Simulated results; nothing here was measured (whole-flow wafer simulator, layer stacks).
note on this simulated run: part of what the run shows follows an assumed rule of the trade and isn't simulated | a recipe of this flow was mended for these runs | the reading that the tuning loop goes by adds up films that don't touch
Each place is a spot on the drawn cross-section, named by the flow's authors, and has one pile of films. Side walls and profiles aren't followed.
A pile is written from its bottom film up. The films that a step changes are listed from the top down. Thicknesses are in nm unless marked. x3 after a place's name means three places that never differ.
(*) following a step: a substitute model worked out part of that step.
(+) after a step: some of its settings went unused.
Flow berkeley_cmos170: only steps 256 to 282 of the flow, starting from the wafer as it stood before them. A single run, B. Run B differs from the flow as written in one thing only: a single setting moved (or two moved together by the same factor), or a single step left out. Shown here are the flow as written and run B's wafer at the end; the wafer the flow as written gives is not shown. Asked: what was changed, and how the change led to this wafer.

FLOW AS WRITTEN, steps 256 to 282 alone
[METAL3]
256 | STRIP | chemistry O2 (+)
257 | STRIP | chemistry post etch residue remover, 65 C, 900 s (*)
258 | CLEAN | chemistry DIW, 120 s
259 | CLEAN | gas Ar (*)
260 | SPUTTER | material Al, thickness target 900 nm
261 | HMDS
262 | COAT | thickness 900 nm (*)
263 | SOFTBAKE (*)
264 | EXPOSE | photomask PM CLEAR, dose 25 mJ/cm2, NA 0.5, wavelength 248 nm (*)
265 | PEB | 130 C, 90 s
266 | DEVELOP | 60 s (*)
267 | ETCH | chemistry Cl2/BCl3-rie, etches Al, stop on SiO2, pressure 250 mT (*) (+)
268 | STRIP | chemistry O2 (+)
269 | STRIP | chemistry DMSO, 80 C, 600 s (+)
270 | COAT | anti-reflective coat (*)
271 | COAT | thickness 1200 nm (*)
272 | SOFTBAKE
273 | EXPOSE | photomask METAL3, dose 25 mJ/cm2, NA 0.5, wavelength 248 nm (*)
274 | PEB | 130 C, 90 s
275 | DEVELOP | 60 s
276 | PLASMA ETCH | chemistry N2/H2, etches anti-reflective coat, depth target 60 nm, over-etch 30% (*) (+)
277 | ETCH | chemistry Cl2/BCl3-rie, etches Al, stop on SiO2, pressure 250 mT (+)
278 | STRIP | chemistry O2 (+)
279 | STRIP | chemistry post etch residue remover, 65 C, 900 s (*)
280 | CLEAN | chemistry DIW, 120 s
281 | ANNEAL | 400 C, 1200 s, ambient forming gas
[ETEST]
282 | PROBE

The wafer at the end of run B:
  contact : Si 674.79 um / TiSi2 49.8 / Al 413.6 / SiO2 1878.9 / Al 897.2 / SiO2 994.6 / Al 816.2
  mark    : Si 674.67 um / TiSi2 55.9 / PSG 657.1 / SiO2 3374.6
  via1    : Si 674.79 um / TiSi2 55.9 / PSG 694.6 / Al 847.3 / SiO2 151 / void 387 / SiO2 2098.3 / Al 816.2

Cause: step 260, SPUTTER: thickness target 819 nm was run, while the flow as written has thickness target 900 nm.

The path from the change to this, step by step:
  260 | SPUTTER | material Al, thickness target 900 nm
      field, mark, sd_n and 9 more: Al gains 819 (new film) (it would be, as written: Al gains 900 (new film))
      via2: Al gains 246 (it would be, as written: Al gains 259.4)
  262 | COAT | thickness 900 nm (*)
      via2: KrF-resist gains 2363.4 (new film) (it would be, as written: KrF-resist gains 2428.6 (new film))
  267 | ETCH | chemistry Cl2/BCl3-rie, etches Al, stop on SiO2, pressure 250 mT (*) (+)
      field, sd_n, spacer_n and 9 more: KrF-resist loses 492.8 (it would be, as written: KrF-resist loses 533.3)
      mark: Al loses 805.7 (all of it), SiO2 loses 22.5 (it would be, as written: Al loses 886.7 (all of it), SiO2 loses 22.5)
  268 | STRIP | chemistry O2 (+)
      field, spacer_n, gate_n: KrF-resist loses 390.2 (all of it) (it would be, as written: KrF-resist loses 349.7 (all of it))
      spacer_p, gate_p: KrF-resist loses 390.1 (all of it) (it would be, as written: KrF-resist loses 349.6 (all of it))
      (and at 6 other places as well)
  270 | COAT | anti-reflective coat (*)
      via2: anti-reflective coat gains 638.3 (new film) (it would be, as written: anti-reflective coat gains 671.1 (new film))
  277 | ETCH | chemistry Cl2/BCl3-rie, etches Al, stop on SiO2, pressure 250 mT (+)
      field, sd_n, spacer_n, gate_n, sd_p, spacer_p, gate_p: Al loses 819 (all of it), SiO2 loses 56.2 (it would be, as written: Al loses 900 (all of it), SiO2 loses 56.2)
      contact, m1, via1, m2, via2: KrF-resist loses 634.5 (it would be, as written: KrF-resist loses 675)
      (and at 1 other place as well)
  278 | STRIP | chemistry O2 (+)
      contact: KrF-resist loses 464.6 (all of it), anti-reflective coat loses 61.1 (all of it) (it would be, as written: KrF-resist loses 424 (all of it), anti-reflective coat loses 61.1 (all of it))
      m1: KrF-resist loses 463.3 (all of it), anti-reflective coat loses 41.2 (all of it) (it would be, as written: KrF-resist loses 423.6 (all of it), anti-reflective coat loses 40.9 (all of it))
      (and at 3 other places as well)
